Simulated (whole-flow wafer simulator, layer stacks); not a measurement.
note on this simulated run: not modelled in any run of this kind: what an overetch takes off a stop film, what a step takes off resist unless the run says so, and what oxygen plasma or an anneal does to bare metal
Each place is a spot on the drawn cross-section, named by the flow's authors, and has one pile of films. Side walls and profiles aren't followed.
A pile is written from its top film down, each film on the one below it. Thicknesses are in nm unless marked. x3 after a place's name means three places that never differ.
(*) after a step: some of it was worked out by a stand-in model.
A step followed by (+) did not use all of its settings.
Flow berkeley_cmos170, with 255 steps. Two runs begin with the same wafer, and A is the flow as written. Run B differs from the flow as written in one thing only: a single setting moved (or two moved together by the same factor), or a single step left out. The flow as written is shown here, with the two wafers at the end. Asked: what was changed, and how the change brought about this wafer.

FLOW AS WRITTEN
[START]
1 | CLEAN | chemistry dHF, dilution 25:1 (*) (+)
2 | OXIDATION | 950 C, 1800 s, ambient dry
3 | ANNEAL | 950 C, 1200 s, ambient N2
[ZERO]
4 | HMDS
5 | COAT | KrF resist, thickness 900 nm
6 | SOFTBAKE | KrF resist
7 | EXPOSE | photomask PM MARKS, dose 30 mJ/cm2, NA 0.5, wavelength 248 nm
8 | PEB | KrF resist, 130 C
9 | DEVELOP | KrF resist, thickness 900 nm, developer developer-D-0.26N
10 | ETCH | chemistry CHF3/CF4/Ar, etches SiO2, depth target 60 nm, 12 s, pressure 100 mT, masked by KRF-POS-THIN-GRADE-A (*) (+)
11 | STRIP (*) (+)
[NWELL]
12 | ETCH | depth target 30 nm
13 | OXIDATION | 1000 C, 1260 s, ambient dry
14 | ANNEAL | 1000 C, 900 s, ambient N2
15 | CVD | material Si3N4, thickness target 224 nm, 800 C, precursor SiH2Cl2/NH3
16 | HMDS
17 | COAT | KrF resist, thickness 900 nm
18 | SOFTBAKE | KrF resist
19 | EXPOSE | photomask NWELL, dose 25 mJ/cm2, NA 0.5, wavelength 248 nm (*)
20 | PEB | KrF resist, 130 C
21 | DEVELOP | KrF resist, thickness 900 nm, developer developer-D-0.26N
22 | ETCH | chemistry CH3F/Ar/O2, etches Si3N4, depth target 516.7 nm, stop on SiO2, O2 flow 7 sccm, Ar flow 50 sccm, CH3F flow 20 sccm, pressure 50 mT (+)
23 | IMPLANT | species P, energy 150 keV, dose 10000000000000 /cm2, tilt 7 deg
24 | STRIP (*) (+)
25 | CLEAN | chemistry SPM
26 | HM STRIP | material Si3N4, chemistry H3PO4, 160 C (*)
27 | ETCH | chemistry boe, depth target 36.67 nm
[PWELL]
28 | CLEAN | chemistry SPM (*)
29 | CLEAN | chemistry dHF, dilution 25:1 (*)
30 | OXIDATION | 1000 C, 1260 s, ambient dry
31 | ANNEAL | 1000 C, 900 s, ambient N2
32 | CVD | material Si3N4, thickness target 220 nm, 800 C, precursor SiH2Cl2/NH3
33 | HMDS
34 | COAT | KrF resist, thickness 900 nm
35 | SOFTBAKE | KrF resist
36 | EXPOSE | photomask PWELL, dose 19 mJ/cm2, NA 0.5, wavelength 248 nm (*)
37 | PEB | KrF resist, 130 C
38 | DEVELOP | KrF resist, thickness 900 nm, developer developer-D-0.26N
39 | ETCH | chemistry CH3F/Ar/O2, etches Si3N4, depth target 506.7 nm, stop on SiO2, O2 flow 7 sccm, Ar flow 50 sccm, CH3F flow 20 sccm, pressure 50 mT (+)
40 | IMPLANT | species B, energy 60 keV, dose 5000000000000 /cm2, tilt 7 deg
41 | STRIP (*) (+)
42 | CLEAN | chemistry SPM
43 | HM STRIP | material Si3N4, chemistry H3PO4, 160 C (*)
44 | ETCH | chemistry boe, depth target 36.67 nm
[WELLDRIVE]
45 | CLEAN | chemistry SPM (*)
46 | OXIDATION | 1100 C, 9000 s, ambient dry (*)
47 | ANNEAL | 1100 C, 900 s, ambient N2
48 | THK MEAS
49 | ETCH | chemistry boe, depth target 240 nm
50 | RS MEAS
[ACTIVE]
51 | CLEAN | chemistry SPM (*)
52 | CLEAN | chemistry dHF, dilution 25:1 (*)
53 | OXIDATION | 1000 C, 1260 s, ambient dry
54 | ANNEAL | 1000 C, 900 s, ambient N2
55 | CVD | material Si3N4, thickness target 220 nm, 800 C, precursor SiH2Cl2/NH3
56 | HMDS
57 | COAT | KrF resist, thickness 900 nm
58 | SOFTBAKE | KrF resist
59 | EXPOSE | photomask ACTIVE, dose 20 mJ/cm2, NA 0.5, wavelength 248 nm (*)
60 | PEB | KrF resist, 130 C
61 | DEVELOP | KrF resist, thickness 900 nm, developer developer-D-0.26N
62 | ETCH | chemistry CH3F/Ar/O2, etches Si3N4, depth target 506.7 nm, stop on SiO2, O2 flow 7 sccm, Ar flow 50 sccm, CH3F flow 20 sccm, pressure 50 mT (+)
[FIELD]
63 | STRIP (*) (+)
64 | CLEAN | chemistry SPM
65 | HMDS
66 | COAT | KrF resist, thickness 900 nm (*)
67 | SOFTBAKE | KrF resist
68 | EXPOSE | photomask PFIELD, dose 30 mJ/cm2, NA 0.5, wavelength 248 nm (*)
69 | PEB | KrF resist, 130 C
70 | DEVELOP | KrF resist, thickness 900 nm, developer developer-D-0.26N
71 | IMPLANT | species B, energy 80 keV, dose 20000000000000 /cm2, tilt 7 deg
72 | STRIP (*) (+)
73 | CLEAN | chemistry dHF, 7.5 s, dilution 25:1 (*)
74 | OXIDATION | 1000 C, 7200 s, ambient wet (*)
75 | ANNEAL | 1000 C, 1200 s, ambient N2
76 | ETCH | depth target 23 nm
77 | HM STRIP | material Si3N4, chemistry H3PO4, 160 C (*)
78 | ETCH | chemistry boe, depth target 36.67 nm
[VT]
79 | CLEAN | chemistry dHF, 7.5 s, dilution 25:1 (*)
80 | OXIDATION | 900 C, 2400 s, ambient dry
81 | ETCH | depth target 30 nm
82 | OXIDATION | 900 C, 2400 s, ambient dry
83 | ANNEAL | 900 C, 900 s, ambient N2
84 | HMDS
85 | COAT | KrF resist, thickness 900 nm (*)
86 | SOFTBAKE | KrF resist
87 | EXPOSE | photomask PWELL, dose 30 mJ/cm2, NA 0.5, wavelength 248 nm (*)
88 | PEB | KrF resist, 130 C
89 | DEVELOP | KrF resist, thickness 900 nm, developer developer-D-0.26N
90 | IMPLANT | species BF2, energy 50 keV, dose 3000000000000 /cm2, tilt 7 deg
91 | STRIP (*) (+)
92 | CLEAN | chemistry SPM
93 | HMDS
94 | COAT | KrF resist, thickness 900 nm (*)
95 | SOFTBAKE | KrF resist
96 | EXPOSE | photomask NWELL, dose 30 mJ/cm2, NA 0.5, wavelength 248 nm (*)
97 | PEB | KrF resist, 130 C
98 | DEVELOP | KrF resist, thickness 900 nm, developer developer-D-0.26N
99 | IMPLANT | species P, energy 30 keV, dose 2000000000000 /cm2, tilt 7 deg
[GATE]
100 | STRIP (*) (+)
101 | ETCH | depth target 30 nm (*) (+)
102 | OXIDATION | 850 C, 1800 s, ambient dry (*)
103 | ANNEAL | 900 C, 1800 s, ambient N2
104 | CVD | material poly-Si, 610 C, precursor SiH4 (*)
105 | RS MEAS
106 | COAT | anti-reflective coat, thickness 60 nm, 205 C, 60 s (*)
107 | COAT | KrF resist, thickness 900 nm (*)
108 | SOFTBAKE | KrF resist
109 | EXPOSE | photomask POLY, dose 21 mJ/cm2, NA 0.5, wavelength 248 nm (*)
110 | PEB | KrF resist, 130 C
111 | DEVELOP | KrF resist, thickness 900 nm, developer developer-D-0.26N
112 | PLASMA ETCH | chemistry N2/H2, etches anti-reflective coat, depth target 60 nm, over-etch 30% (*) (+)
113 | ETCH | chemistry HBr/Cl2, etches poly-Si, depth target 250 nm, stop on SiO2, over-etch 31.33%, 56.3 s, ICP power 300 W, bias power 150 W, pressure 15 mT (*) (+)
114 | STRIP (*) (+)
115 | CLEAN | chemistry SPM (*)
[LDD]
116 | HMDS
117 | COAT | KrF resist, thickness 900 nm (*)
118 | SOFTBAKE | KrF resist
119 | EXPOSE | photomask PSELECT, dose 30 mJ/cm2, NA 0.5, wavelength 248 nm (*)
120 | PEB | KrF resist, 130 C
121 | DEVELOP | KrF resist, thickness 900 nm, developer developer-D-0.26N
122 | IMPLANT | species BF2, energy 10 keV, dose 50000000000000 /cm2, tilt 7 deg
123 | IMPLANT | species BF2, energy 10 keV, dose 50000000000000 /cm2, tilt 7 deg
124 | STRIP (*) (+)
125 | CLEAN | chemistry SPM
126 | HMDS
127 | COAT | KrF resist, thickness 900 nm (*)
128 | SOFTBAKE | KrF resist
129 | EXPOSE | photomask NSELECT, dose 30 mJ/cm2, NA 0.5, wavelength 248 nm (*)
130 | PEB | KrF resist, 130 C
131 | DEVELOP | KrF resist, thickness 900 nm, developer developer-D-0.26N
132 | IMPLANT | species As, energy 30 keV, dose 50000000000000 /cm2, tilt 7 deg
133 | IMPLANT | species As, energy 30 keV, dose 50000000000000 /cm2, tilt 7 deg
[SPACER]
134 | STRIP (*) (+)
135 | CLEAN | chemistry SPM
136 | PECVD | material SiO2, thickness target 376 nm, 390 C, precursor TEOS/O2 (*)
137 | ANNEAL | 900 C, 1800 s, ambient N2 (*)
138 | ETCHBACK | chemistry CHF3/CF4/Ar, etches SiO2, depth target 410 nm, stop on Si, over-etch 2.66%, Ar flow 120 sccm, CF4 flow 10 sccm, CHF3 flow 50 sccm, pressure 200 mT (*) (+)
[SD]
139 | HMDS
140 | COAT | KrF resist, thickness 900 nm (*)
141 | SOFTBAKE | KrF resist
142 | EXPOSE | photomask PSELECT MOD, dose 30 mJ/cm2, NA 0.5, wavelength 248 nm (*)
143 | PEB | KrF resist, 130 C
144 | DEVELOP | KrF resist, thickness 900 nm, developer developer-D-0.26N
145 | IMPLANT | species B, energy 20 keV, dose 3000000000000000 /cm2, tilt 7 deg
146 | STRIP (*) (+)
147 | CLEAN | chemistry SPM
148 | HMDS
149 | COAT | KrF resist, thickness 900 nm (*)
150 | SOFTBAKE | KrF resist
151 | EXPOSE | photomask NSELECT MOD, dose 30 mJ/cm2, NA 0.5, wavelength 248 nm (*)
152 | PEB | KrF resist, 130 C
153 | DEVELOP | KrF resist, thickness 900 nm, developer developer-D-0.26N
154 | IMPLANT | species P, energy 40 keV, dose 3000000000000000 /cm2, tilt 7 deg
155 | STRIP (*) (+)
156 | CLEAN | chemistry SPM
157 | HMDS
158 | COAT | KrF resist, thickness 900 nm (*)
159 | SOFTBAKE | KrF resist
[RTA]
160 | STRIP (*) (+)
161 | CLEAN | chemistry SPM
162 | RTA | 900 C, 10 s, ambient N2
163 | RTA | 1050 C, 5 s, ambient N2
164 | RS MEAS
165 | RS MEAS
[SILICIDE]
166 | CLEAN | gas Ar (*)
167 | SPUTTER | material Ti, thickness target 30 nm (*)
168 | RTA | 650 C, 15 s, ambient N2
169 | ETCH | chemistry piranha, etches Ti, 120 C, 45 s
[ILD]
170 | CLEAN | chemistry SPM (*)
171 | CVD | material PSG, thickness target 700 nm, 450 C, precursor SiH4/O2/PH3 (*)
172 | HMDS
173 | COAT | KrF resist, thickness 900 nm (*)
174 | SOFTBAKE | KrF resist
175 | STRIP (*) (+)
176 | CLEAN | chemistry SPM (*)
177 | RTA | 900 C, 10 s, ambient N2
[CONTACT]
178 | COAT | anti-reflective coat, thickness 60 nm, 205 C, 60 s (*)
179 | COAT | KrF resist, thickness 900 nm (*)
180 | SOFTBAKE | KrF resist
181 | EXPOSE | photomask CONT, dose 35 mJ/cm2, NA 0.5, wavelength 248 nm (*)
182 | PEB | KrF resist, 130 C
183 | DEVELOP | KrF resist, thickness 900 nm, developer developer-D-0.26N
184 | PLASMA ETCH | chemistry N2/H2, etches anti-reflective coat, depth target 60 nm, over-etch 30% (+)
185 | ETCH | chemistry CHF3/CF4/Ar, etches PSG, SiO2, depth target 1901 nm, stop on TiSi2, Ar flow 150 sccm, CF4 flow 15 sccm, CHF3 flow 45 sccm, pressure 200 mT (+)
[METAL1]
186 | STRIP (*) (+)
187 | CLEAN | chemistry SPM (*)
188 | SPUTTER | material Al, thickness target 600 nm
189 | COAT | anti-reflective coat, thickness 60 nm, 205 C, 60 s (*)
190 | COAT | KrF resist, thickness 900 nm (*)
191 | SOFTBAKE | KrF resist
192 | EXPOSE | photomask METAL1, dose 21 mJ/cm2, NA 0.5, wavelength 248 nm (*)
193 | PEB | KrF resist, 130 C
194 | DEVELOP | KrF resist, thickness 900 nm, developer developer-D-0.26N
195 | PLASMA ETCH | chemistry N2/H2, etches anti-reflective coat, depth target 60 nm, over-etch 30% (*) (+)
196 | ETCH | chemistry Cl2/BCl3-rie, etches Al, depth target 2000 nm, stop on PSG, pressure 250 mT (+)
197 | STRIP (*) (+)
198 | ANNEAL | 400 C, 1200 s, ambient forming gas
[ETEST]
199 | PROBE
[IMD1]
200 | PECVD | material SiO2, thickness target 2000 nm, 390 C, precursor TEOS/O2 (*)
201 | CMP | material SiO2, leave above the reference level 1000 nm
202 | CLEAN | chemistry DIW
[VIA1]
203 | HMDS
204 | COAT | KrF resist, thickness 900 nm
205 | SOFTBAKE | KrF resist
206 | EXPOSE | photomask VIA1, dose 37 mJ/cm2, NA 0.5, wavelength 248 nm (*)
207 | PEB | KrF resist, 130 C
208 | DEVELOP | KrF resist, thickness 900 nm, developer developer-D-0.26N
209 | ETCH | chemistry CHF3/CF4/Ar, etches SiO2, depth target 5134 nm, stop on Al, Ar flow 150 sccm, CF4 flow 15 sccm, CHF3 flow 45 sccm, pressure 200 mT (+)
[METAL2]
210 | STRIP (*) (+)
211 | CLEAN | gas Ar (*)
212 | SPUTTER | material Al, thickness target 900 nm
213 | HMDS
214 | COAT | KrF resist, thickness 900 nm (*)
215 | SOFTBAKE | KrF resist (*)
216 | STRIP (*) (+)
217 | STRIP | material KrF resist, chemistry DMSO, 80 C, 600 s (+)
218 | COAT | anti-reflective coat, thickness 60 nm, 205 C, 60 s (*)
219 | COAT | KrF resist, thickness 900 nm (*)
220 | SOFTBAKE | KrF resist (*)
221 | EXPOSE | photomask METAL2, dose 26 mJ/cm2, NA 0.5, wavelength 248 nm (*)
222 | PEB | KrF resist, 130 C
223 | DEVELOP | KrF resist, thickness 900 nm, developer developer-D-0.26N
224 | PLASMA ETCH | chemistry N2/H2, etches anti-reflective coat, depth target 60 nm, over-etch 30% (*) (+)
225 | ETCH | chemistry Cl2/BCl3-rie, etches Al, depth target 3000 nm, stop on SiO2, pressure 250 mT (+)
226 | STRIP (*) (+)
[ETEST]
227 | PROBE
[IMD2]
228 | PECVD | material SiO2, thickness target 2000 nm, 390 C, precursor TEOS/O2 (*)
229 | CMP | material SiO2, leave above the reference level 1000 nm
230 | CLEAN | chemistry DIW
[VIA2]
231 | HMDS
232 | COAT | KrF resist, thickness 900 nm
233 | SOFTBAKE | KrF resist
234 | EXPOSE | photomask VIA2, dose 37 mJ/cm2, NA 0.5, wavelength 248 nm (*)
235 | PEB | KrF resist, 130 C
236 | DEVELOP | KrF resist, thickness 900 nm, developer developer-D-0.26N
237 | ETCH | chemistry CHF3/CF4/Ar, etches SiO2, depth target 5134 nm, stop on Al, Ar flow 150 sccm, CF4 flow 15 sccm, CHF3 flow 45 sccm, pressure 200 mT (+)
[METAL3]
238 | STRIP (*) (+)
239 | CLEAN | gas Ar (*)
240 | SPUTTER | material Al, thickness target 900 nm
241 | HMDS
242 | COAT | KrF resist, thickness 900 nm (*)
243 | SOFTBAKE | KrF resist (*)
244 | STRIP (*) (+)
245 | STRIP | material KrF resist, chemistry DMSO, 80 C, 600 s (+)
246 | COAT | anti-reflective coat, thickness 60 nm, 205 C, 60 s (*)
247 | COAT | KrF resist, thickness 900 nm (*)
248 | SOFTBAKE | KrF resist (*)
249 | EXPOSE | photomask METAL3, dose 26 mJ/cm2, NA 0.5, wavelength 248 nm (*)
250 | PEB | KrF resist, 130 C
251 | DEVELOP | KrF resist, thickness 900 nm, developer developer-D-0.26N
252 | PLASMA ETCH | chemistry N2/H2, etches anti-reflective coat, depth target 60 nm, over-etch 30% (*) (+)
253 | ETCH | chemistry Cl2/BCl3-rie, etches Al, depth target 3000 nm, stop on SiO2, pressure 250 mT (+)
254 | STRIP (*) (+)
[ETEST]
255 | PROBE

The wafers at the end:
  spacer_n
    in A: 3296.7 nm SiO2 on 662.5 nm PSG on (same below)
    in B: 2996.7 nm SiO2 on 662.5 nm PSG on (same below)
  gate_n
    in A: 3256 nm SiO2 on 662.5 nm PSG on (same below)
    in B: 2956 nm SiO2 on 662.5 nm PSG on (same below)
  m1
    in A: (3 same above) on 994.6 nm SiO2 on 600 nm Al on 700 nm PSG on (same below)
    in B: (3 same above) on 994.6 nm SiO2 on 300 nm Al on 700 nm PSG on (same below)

What caused this: step 188, SPUTTER: thickness target 300 nm was run, while the flow as written has thickness target 600 nm.
The wafer itself shows it: m1 has Al 300, and step 188 as written asks for 600 nm.

Step by step, how the change led to this:
  188 | SPUTTER | material Al, thickness target 600 nm
      field, sd_n, spacer_n and 7 more: A +600 Al (new film) | B +300 Al (new film)
      sd_p: A +573.8 Al (new film) | B +279.7 Al (new film)
      (and at 1 other place as well)
  189 | COAT | anti-reflective coat, thickness 60 nm, 205 C, 60 s (*)
      sd_n: A +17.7 anti-reflective coat (new film) | B +9.47 anti-reflective coat (new film)
      contact: A +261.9 anti-reflective coat (new film) | B +229.1 anti-reflective coat (new film)
      (and at 1 other place as well)
  190 | COAT | KrF resist, thickness 900 nm (*)
      contact: A +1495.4 KrF resist (new film) | B +1430.2 KrF resist (new film)
  195 | PLASMA ETCH | chemistry N2/H2, etches anti-reflective coat, depth target 60 nm, over-etch 30% (*) (+)
      sd_n: A -17.7 anti-reflective coat (all of it) | B -9.47 anti-reflective coat (all of it)
  196 | ETCH | chemistry Cl2/BCl3-rie, etches Al, depth target 2000 nm, stop on PSG, pressure 250 mT (+)
      field, sd_n, spacer_n, gate_n, spacer_p, gate_p: A -600 Al (all of it), -37.5 PSG | B -300 Al (all of it), -37.5 PSG
      contact, m1, via1, m2, via2: A -450 KrF resist | B -300 KrF resist
      (and at 1 other place as well)
  197 | STRIP (*) (+)
      contact: A -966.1 KrF resist (all of it), -261.9 anti-reflective coat (all of it) | B -1051.6 KrF resist (all of it), -229.1 anti-reflective coat (all of it)
      m1: A -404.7 KrF resist (all of it), -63 anti-reflective coat (all of it) | B -554.1 KrF resist (all of it), -62.7 anti-reflective coat (all of it)
      (and at 3 other places as well)
  201 | CMP | material SiO2, leave above the reference level 1000 nm
      spacer_n, spacer_p: A -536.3 SiO2 | B -836.3 SiO2
      gate_n, gate_p: A -577.1 SiO2 | B -877.1 SiO2
      (and at 4 other places as well)
